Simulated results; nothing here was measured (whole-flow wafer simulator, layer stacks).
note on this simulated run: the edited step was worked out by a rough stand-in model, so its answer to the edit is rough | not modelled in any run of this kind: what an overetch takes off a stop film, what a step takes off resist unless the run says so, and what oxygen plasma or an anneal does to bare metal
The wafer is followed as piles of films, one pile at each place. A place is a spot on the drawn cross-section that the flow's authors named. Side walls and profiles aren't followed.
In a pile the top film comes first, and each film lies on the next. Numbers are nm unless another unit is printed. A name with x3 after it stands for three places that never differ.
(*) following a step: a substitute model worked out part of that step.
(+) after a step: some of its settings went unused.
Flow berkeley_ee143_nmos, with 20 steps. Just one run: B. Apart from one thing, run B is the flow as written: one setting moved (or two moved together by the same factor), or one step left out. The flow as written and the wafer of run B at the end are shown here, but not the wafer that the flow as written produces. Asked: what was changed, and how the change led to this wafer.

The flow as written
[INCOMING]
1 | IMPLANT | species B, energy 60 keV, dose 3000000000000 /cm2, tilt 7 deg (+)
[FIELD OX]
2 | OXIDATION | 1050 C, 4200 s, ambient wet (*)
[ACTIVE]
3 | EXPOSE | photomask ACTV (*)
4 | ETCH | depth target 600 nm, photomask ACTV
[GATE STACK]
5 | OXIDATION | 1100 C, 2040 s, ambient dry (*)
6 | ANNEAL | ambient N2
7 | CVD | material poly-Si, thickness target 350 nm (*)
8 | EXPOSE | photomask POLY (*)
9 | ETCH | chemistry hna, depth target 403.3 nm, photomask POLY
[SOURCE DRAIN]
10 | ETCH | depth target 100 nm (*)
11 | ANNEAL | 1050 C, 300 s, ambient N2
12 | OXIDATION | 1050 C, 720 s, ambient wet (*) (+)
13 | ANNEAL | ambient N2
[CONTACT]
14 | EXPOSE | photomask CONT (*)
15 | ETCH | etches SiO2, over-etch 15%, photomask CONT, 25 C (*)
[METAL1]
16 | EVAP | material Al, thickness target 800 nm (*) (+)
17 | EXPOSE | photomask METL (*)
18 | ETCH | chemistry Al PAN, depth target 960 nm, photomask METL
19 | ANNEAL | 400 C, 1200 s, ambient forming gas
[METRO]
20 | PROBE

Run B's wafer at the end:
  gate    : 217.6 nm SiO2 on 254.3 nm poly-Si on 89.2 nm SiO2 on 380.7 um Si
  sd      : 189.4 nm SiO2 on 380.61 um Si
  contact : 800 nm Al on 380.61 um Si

What caused this: step 2, OXIDATION: 5040 s was run, while the flow as written has 4200 s.

How this came from the change, step by step:
  2 | OXIDATION | 1050 C, 4200 s, ambient wet (*)
      gate, sd, contact, field: SiO2 gains 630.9 (new film), chemical SiO2 loses 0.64 (all of it), Si loses 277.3 (in the flow as written it would be: SiO2 gains 566.4 (new film), chemical SiO2 loses 0.64 (all of it), Si loses 248.9)
  4 | ETCH | depth target 600 nm, photomask ACTV
      gate, sd, contact: SiO2 loses 600 (in the flow as written it would be: SiO2 loses 566.4 (all of it))
  5 | OXIDATION | 1100 C, 2040 s, ambient dry (*)
      gate, sd, contact: SiO2 gains 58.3, Si loses 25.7 (in the flow as written it would be: SiO2 gains 79.7 (new film), Si loses 35.1)
      field: SiO2 gains 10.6, Si loses 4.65 (in the flow as written it would be: SiO2 gains 11.6, Si loses 5.1)
  10 | ETCH | depth target 100 nm (*)
      sd, contact: SiO2 loses 89.2 (all of it) (in the flow as written it would be: SiO2 loses 79.7 (all of it))
  12 | OXIDATION | 1050 C, 720 s, ambient wet (*) (+)
      field: SiO2 gains 63.3, Si loses 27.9 (in the flow as written it would be: SiO2 gains 69.1, Si loses 30.4)
